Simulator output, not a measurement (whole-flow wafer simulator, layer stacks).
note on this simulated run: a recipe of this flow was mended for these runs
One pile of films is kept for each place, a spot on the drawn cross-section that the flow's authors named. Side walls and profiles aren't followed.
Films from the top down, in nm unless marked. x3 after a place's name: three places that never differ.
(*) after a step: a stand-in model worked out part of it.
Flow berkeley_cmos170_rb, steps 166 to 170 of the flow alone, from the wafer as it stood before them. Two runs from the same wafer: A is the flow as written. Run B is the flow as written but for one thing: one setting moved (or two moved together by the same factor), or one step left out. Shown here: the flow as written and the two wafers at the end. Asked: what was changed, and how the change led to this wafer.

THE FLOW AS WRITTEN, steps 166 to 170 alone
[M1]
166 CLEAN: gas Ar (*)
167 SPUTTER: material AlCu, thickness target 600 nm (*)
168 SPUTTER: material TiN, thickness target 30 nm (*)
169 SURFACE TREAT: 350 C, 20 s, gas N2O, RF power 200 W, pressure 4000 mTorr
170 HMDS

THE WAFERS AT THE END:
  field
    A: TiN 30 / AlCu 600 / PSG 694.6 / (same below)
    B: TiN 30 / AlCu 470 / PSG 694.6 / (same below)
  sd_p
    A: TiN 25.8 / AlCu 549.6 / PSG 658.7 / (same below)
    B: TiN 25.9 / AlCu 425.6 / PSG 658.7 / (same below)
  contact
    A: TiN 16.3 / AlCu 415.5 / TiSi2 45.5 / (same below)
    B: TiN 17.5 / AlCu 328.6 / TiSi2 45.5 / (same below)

The cause: step 167, SPUTTER: thickness target 470 nm was run, where the flow has thickness target 600 nm.
It can be read off the wafer: field has AlCu 470, and step 167 as written asks for 600 nm.

How the change led to this, step by step:
  167 SPUTTER: material AlCu, thickness target 600 nm (*)
      field, sd_n, spacer_n, gate, spacer_p, gate_p, m1: A AlCu +600 (new film) | B AlCu +470 (new film)
      sd_p: A AlCu +549.6 (new film) | B AlCu +425.6 (new film)
      (and at 1 more place)
  168 SPUTTER: material TiN, thickness target 30 nm (*)
      contact: A TiN +16.3 (new film) | B TiN +17.5 (new film)
